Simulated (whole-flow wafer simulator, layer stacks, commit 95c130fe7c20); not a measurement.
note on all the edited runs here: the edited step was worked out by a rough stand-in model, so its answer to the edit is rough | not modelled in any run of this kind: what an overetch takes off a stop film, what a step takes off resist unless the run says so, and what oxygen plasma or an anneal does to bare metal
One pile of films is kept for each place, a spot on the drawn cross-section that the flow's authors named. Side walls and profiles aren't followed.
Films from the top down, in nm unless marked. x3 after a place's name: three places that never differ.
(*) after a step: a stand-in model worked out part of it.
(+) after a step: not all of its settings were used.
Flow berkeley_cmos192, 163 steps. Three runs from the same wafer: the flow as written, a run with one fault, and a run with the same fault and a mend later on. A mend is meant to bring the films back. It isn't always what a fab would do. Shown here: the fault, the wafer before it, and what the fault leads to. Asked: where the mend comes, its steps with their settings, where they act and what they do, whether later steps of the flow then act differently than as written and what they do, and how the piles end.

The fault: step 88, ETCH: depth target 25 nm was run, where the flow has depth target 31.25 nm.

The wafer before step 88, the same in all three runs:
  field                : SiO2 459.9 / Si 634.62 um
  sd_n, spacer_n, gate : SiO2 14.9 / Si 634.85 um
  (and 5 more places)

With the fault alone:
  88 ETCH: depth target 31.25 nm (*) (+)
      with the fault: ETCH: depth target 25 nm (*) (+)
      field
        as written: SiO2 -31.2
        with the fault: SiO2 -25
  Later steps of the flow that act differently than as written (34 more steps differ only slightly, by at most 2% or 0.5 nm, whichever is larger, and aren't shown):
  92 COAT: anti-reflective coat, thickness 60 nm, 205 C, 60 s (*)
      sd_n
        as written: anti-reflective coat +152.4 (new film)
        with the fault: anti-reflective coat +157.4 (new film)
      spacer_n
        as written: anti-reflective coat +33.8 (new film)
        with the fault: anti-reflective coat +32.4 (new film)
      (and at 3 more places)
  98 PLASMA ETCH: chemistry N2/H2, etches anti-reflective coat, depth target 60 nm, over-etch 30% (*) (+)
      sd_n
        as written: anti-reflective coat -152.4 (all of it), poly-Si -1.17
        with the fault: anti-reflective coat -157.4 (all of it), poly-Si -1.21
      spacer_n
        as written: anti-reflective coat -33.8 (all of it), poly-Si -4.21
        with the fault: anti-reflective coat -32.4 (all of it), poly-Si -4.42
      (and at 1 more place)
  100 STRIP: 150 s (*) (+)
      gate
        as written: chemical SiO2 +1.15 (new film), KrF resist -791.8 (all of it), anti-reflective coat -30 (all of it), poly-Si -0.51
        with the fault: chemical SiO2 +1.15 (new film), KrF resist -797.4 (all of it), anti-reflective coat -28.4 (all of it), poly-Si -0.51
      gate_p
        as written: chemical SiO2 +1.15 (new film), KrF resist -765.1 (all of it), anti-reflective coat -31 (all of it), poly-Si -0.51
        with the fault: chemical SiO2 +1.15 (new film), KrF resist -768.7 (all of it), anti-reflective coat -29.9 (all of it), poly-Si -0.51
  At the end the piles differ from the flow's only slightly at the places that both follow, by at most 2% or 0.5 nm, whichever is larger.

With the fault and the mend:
  The mend comes after step 88.
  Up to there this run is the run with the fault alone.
  88a ETCH: depth target 6.25 nm (*) (+) (the flow's step 88 once more, with other settings)
      field
        SiO2 -6.25
  No later step of the flow acts differently than as written at any place that is followed.
  At the end the piles are the same as the flow's at every place that both follow.
